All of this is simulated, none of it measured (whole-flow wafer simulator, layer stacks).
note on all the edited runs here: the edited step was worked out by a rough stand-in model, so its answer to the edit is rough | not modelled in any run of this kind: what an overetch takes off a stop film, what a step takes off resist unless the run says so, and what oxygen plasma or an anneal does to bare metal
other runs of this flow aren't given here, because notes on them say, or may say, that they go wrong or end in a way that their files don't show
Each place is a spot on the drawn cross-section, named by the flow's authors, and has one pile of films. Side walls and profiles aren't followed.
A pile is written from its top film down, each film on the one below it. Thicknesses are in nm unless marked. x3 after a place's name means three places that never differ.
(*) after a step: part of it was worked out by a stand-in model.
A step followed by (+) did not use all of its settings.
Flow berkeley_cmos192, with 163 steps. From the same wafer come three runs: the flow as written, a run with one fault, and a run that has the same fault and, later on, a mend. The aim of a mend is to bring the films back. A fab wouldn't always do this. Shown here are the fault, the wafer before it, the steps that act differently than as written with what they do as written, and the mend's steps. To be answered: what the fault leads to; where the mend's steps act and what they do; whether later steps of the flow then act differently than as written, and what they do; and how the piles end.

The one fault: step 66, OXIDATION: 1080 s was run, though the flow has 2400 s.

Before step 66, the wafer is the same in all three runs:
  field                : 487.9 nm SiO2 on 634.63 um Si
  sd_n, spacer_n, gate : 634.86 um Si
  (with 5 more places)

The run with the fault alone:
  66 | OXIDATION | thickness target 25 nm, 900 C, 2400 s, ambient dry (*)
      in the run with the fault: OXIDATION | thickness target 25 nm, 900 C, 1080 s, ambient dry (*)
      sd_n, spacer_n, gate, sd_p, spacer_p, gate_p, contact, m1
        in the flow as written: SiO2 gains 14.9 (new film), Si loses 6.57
        in the run with the fault: SiO2 gains 9.06 (new film), Si loses 3.99
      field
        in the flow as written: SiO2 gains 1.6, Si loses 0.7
        in the run with the fault: SiO2 gains 0.72, Si loses 0.32
  Later steps of the flow acting differently than as written (37 more steps, not shown, differ only slightly: by at most 2% or 0.5 nm, whichever is larger):
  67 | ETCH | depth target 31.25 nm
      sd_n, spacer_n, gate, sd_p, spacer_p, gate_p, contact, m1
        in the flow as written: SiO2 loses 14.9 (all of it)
        in the run with the fault: SiO2 loses 9.06 (all of it)
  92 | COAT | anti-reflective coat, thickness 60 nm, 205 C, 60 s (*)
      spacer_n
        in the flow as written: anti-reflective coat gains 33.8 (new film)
        in the run with the fault: anti-reflective coat gains 34.7 (new film)
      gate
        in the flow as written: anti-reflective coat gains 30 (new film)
        in the run with the fault: anti-reflective coat gains 30.9 (new film)
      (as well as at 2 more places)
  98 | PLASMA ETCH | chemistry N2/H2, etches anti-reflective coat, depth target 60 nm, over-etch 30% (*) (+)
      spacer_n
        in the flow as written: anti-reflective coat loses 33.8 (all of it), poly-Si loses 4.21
        in the run with the fault: anti-reflective coat loses 34.7 (all of it), poly-Si loses 4.14
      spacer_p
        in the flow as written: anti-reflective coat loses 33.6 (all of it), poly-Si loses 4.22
        in the run with the fault: anti-reflective coat loses 34.3 (all of it), poly-Si loses 4.15
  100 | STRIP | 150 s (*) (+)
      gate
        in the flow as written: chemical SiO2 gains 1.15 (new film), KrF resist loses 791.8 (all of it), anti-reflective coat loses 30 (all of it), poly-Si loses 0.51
        in the run with the fault: chemical SiO2 gains 1.15 (new film), KrF resist loses 789.5 (all of it), anti-reflective coat loses 30.9 (all of it), poly-Si loses 0.51
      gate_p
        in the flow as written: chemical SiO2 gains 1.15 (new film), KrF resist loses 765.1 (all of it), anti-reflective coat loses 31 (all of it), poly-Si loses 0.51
        in the run with the fault: chemical SiO2 gains 1.15 (new film), KrF resist loses 763.4 (all of it), anti-reflective coat loses 31.7 (all of it), poly-Si loses 0.51
  At the end the piles are close to the flow's at the places that both follow, differing by at most 2% or 0.5 nm, whichever is larger.

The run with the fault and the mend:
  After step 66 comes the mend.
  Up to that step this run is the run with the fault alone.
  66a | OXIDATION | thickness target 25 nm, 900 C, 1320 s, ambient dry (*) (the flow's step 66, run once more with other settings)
      sd_n, spacer_n, gate, sd_p, spacer_p, gate_p, contact, m1
        SiO2 gains 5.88, Si loses 2.59
      field
        SiO2 gains 0.88, Si loses 0.39
  Later steps of the flow that are run all act as written at every place that is followed.
  By the end, the piles equal the flow's at every place that both follow.
